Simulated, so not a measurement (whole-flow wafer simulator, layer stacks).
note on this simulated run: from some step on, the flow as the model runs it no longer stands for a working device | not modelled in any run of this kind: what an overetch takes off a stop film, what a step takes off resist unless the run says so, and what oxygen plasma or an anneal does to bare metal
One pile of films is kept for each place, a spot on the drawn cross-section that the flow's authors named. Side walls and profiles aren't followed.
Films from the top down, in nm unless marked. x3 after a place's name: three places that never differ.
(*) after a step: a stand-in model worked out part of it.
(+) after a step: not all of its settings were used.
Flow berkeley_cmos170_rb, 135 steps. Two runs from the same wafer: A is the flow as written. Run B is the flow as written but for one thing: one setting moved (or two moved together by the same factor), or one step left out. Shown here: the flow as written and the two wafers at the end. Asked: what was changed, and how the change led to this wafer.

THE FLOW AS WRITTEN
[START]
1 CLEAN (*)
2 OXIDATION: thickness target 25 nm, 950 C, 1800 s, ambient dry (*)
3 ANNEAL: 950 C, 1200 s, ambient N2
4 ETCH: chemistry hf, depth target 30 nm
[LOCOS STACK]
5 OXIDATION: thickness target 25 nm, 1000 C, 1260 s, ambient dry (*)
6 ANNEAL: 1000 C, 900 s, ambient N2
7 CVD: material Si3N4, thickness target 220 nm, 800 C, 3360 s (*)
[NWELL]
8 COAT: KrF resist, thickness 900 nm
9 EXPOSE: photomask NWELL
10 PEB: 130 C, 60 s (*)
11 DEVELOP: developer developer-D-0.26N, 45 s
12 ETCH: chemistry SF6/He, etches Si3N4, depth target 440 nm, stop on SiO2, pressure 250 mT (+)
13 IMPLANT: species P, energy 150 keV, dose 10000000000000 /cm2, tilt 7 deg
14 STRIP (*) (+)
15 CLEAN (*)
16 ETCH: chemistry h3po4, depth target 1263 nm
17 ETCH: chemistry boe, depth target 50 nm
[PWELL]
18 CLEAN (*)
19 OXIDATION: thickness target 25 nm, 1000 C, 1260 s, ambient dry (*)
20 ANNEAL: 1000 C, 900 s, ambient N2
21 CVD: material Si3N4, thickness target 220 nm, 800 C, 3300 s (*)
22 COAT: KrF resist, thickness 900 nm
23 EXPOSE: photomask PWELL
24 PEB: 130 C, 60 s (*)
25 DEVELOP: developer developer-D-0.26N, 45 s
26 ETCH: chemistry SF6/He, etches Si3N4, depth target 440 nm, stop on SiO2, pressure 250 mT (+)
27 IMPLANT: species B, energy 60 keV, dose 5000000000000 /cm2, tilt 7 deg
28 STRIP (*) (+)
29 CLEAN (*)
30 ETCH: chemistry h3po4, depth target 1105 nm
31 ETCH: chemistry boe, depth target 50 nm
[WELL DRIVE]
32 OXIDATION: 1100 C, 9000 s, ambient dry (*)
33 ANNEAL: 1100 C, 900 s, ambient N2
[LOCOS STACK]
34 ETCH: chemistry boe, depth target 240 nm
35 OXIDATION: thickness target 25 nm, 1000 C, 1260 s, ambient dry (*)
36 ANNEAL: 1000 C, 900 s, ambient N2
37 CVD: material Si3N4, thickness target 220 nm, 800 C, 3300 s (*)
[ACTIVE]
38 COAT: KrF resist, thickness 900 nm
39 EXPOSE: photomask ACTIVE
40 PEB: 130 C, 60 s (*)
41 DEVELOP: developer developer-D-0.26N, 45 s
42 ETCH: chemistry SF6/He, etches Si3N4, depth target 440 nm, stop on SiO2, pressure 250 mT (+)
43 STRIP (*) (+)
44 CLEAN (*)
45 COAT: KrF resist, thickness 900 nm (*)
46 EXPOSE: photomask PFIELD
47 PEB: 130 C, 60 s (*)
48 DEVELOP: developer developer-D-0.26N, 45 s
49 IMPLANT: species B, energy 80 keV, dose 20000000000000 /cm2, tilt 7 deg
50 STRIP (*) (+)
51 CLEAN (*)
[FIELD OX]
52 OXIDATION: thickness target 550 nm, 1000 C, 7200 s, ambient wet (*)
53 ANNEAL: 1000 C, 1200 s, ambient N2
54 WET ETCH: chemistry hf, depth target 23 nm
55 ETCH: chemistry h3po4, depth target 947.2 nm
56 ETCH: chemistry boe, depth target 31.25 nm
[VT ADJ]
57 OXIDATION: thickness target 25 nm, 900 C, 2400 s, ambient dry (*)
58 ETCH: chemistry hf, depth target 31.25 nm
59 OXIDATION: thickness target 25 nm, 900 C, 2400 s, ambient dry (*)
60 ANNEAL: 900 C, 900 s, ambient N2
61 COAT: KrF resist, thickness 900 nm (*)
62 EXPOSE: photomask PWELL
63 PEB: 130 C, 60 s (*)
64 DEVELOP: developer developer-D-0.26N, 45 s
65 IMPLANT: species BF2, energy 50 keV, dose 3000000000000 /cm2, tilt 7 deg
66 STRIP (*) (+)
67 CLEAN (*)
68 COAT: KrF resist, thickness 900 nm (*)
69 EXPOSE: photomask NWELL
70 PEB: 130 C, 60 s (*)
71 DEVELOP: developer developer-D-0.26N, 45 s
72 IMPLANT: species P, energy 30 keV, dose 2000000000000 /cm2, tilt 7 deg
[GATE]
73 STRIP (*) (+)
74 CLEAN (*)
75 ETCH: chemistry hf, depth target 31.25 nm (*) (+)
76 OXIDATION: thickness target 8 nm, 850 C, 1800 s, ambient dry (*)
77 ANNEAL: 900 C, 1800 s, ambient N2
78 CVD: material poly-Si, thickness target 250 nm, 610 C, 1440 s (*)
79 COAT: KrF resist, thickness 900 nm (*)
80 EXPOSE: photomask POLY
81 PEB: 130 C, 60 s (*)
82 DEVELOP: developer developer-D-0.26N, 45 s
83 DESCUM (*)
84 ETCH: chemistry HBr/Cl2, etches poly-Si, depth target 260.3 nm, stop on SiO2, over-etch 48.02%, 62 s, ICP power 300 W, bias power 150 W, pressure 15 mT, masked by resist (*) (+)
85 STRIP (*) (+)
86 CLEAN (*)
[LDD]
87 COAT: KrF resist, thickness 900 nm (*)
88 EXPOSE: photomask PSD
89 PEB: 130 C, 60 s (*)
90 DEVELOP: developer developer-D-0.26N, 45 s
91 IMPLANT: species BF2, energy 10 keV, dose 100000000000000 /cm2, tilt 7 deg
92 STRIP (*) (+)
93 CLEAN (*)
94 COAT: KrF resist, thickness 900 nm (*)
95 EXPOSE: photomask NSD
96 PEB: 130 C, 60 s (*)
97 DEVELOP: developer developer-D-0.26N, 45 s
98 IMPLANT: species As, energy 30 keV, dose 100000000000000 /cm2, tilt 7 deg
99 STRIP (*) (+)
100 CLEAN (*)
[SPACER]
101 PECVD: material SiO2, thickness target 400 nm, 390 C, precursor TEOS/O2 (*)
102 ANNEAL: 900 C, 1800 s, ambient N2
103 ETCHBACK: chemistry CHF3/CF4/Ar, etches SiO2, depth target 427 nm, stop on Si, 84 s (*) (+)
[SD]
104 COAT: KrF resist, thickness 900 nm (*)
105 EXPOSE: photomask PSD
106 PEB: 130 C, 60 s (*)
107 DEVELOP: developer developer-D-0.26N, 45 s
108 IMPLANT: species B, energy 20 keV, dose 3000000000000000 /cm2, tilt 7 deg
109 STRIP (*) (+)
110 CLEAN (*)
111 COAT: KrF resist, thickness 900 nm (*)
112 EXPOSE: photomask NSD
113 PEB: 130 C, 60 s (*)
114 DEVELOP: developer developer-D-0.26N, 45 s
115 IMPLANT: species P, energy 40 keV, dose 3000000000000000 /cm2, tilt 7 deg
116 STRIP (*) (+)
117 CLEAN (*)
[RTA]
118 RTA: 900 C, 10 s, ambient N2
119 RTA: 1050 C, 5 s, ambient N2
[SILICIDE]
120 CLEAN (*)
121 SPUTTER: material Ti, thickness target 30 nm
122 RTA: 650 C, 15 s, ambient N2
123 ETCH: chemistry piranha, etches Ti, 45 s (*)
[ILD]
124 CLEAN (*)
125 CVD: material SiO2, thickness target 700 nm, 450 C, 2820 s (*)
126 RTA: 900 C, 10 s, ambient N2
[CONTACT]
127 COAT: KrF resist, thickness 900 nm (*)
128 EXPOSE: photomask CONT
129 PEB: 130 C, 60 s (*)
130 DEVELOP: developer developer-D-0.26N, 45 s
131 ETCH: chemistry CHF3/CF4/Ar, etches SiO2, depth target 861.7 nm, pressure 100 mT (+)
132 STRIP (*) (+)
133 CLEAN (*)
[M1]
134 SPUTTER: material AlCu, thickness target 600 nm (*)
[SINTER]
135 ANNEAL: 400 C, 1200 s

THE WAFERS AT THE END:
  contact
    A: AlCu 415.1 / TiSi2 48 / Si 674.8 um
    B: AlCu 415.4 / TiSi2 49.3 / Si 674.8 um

The cause: step 131, ETCH: depth target 835.8 nm was run, where the flow has depth target 861.7 nm.

How the change led to this, step by step:
  131 ETCH: chemistry CHF3/CF4/Ar, etches SiO2, depth target 861.7 nm, pressure 100 mT (+)
      field, sd_n, spacer_n, gate, sd_p, spacer_p, gate_p, m1: A KrF resist -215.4 | B KrF resist -209
      contact: A SiO2 -700 (all of it), TiSi2 -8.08 | B SiO2 -700 (all of it), TiSi2 -6.79
